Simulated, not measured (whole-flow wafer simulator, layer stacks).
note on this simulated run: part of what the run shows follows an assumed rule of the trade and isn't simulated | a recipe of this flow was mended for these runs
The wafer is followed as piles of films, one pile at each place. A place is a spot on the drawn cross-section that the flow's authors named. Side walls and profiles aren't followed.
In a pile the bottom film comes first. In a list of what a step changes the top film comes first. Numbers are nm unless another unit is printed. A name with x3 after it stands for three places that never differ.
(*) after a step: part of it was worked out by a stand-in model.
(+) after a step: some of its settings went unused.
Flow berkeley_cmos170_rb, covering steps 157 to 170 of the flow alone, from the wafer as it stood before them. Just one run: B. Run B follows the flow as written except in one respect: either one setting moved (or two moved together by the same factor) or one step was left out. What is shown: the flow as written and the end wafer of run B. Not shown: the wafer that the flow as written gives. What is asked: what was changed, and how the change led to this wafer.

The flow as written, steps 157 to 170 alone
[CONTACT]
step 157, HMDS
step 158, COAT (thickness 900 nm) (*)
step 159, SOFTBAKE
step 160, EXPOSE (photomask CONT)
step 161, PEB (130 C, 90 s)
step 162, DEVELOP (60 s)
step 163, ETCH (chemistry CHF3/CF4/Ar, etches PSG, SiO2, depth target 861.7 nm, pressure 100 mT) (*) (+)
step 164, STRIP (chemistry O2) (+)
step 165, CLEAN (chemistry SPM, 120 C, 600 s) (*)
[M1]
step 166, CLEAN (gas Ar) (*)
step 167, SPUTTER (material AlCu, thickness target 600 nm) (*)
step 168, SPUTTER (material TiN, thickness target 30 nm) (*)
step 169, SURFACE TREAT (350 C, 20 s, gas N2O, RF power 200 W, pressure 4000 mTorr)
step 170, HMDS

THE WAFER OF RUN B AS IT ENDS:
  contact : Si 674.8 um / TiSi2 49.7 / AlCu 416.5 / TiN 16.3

What caused this: step 163, ETCH: depth target 777.4 nm was run, though the flow has depth target 861.7 nm.

Step by step, how the change led to this:
  step 163, ETCH (chemistry CHF3/CF4/Ar, etches PSG, SiO2, depth target 861.7 nm, pressure 100 mT) (*) (+)
      field, sd_n, spacer_n, gate, sd_p, spacer_p, gate_p, m1: KrF-resist loses 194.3 (it would be, as written: KrF-resist loses 215.4)
      contact: PSG loses 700 (all of it), TiSi2 loses 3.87 (it would be, as written: PSG loses 700 (all of it), TiSi2 loses 8.08)
  step 164, STRIP (chemistry O2) (+)
      field: KrF-resist loses 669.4 (all of it) (it would be, as written: KrF-resist loses 648.4 (all of it))
      sd_n: KrF-resist loses 793.6 (all of it) (it would be, as written: KrF-resist loses 772.5 (all of it))
      (also at 6 further places)
